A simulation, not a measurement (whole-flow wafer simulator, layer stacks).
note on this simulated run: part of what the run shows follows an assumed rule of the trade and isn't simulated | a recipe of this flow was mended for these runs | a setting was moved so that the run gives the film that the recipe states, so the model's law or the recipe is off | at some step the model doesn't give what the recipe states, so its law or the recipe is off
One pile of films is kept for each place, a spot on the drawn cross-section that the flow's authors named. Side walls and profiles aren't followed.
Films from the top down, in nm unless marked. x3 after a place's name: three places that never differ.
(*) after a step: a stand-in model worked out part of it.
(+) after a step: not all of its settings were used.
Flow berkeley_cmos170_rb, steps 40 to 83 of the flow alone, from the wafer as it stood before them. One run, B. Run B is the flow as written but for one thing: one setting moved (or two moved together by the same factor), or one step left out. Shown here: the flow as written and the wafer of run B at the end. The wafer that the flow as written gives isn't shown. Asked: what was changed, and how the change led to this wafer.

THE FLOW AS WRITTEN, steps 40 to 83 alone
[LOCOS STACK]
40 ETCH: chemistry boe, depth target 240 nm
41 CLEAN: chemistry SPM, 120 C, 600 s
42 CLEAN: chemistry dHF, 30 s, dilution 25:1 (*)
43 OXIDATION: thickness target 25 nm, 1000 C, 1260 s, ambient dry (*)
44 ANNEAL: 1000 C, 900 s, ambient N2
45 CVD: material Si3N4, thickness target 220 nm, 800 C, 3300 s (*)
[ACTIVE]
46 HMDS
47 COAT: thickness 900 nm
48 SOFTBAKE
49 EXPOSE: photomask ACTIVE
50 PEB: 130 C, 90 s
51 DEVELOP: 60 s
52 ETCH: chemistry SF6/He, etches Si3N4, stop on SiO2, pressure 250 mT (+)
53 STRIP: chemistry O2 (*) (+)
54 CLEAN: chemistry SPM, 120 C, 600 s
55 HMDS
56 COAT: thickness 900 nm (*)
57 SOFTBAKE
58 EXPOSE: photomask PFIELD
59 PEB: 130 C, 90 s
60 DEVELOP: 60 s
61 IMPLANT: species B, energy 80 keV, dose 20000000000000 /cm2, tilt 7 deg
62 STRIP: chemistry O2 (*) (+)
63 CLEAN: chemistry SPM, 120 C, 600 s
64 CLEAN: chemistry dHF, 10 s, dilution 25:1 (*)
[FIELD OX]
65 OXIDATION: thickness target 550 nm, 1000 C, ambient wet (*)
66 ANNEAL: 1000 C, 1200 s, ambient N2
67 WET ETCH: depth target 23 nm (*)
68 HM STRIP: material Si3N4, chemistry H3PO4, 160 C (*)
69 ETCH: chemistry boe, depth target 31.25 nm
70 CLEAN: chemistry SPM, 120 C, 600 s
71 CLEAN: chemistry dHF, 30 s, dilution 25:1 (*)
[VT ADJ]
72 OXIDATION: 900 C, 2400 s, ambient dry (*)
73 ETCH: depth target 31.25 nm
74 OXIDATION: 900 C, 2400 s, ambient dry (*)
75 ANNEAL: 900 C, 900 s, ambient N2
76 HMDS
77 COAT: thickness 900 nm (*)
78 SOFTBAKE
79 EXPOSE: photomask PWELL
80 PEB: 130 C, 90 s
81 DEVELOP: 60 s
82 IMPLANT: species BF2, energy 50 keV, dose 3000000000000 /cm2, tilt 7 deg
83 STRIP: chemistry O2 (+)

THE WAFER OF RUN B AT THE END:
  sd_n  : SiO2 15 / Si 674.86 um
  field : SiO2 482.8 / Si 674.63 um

The cause: step 69, ETCH: depth target 10.94 nm was run, where the flow has depth target 31.25 nm.

How the change led to this, step by step:
  69 ETCH: chemistry boe, depth target 31.25 nm
      spacer_n, spacer_p, gate_p, contact, m1: SiO2 -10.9 (as written it would be: SiO2 -23.2 (all of it))
      gate, sd_p: SiO2 -10.9 (as written it would be: SiO2 -23.3 (all of it))
      (and at 2 more places)
  70 CLEAN: chemistry SPM, 120 C, 600 s
      sd_n, spacer_n, gate, sd_p, spacer_p, gate_p, contact, m1: nothing (as written it would be: chemical SiO2 +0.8 (new film), Si -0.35)
  71 CLEAN: chemistry dHF, 30 s, dilution 25:1 (*)
      sd_n, spacer_n, gate, sd_p, spacer_p, gate_p, contact, m1: SiO2 -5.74 (as written it would be: chemical SiO2 -0.8 (all of it))
  72 OXIDATION: 900 C, 2400 s, ambient dry (*)
      spacer_n, spacer_p, gate_p, contact, m1: SiO2 +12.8, Si -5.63 (as written it would be: SiO2 +15 (new film), Si -6.62)
      gate, sd_p: SiO2 +12.8, Si -5.62 (as written it would be: SiO2 +15 (new film), Si -6.62)
      (and at 1 more place)
  73 ETCH: depth target 31.25 nm
      spacer_n, gate, sd_p, spacer_p, gate_p, contact, m1: SiO2 -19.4 (all of it) (as written it would be: SiO2 -15 (all of it))
      sd_n: SiO2 -20.5 (all of it) (as written it would be: SiO2 -15 (all of it))
